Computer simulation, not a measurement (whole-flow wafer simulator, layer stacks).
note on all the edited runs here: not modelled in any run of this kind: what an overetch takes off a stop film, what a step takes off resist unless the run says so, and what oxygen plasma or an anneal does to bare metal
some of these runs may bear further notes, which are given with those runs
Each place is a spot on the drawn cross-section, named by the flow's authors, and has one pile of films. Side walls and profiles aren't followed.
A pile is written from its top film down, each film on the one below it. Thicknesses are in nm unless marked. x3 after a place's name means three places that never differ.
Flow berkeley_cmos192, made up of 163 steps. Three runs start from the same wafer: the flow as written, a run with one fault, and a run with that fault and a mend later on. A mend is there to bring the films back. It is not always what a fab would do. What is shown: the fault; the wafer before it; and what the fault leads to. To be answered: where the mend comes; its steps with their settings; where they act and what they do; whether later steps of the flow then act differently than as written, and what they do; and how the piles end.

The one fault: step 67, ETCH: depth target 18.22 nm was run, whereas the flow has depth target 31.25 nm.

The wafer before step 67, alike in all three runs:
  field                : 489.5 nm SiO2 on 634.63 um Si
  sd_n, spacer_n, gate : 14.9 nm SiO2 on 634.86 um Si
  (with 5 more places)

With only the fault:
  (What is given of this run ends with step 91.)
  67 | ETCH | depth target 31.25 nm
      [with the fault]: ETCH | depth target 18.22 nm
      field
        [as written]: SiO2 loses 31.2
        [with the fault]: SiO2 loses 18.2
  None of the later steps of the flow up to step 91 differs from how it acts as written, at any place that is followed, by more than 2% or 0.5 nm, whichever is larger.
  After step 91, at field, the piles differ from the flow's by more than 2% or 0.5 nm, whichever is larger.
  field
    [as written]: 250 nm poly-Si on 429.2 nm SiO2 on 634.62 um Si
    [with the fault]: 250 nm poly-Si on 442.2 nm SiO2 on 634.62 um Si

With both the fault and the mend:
  After step 67 comes the mend.
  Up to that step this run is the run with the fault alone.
  67a | ETCH | depth target 13.03 nm (the flow's step 67 again, with other settings)
      field
        SiO2 loses 13
  None of the later steps of the flow differs from how it acts as written, at any place that is followed, by more than 2% or 0.5 nm, whichever is larger.
  By the end, the piles equal the flow's at every place that both follow.
